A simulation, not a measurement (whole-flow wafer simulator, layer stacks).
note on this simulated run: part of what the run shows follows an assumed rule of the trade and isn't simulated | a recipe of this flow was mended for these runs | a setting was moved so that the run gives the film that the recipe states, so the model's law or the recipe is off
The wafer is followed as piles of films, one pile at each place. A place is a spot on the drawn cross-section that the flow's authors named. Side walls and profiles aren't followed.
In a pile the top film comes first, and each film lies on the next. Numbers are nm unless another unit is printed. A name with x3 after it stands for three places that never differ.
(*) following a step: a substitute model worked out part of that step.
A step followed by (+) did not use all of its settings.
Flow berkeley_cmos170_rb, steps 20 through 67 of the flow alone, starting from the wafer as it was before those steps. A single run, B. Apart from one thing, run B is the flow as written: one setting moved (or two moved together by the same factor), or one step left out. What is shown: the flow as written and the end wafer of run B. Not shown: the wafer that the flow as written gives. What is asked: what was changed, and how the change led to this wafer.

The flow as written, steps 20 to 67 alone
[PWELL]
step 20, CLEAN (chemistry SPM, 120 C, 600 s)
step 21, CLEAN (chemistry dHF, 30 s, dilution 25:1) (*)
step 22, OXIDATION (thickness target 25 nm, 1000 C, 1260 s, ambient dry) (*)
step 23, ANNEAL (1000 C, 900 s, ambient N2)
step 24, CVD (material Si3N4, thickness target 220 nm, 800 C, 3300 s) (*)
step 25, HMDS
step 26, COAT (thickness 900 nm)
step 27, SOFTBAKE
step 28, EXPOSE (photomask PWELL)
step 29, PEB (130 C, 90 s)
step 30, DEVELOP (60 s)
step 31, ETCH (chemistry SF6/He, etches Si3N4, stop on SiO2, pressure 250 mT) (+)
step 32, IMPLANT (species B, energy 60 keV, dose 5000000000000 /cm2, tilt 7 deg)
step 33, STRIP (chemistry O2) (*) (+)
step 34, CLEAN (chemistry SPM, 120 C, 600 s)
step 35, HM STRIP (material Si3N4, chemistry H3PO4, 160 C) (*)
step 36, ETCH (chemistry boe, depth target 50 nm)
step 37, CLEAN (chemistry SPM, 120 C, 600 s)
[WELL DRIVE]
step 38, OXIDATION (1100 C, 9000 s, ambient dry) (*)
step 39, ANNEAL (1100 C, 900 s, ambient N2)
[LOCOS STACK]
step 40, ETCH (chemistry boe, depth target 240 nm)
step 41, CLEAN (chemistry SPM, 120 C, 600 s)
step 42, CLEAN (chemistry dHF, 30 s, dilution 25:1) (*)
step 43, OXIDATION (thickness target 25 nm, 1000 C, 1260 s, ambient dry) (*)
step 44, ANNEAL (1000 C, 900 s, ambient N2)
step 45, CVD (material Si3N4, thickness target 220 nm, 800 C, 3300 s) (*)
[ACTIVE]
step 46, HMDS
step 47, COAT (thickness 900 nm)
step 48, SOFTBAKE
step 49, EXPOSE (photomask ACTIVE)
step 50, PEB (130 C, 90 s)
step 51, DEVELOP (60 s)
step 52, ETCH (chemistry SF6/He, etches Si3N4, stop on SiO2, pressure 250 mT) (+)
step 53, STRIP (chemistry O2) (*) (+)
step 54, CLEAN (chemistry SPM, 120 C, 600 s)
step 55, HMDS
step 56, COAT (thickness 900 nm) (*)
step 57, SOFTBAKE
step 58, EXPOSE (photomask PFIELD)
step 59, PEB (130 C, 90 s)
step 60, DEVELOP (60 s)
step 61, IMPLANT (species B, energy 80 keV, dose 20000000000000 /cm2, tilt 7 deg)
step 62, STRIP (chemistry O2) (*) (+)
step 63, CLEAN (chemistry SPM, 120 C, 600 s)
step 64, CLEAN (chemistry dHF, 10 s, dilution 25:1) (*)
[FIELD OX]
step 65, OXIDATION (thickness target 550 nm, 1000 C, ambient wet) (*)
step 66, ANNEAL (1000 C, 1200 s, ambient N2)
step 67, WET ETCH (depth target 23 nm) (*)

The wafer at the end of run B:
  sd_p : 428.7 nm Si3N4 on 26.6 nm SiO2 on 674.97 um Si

The reason: step 35, HM STRIP: material Si3N4, chemistry H3PO4, 160 C (*), was skipped.

The path from the change to this, step by step:
  step 36, ETCH (chemistry boe, depth target 50 nm)
      sd_p, spacer_p, gate_p: -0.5 Si3N4 (it would be, as written: -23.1 SiO2 (all of it))
      field, sd_n, spacer_n, gate, contact, m1: -18.1 SiO2 (all of it) (it would be, as written: -7.55 SiO2 (all of it))
  step 37, CLEAN (chemistry SPM, 120 C, 600 s)
      sd_p, spacer_p, gate_p: nothing (it would be, as written: +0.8 chemical SiO2 (new film), -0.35 Si)
  step 38, OXIDATION (1100 C, 9000 s, ambient dry) (*)
      sd_p, spacer_p, gate_p: nothing (it would be, as written: +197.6 SiO2 (new film), -0.8 chemical SiO2 (all of it), -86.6 Si)
  step 40, ETCH (chemistry boe, depth target 240 nm)
      sd_p, spacer_p, gate_p: -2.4 Si3N4 (it would be, as written: -197.6 SiO2 (all of it))
  step 41, CLEAN (chemistry SPM, 120 C, 600 s)
      sd_p, spacer_p, gate_p: nothing (it would be, as written: +0.8 chemical SiO2 (new film), -0.35 Si)
  step 42, CLEAN (chemistry dHF, 30 s, dilution 25:1) (*)
      sd_p, spacer_p, gate_p: -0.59 Si3N4 (it would be, as written: -0.8 chemical SiO2 (all of it))
  step 43, OXIDATION (thickness target 25 nm, 1000 C, 1260 s, ambient dry) (*)
      sd_p, spacer_p, gate_p: nothing (it would be, as written: +26.6 SiO2 (new film), -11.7 Si)
  step 45, CVD (material Si3N4, thickness target 220 nm, 800 C, 3300 s) (*)
      sd_p, spacer_p, gate_p: +220 Si3N4 (it would be, as written: +220 Si3N4 (new film))
  step 47, COAT (thickness 900 nm)
      sd_p: +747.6 KrF-resist (new film) (it would be, as written: +900 KrF-resist (new film))
      spacer_p: +775.6 KrF-resist (new film) (it would be, as written: +900 KrF-resist (new film))
      (and at 1 other place as well)
  step 53, STRIP (chemistry O2) (*) (+)
      sd_n: -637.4 KrF-resist (all of it) (it would be, as written: -620 KrF-resist (all of it))
      sd_p: -468 KrF-resist (all of it) (it would be, as written: -620 KrF-resist (all of it))
      (and at 2 other places as well)
  step 56, COAT (thickness 900 nm) (*)
      sd_p: +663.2 KrF-resist (new film) (it would be, as written: +802.3 KrF-resist (new film))
      spacer_p: +708.6 KrF-resist (new film) (it would be, as written: +820.4 KrF-resist (new film))
      (and at 1 other place as well)
  step 62, STRIP (chemistry O2) (*) (+)
      sd_p: -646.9 KrF-resist (all of it) (it would be, as written: -785.6 KrF-resist (all of it))
      spacer_p: -692.1 KrF-resist (all of it) (it would be, as written: -803.7 KrF-resist (all of it))
      (and at 1 other place as well)
  step 65, OXIDATION (thickness target 550 nm, 1000 C, ambient wet) (*)
      sd_p: +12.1 SiO2 (new film), -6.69 Si3N4 (it would be, as written: +12.1 SiO2 (new film), -6.69 Si3N4, +0.06 SiO2, -0.06 Si)
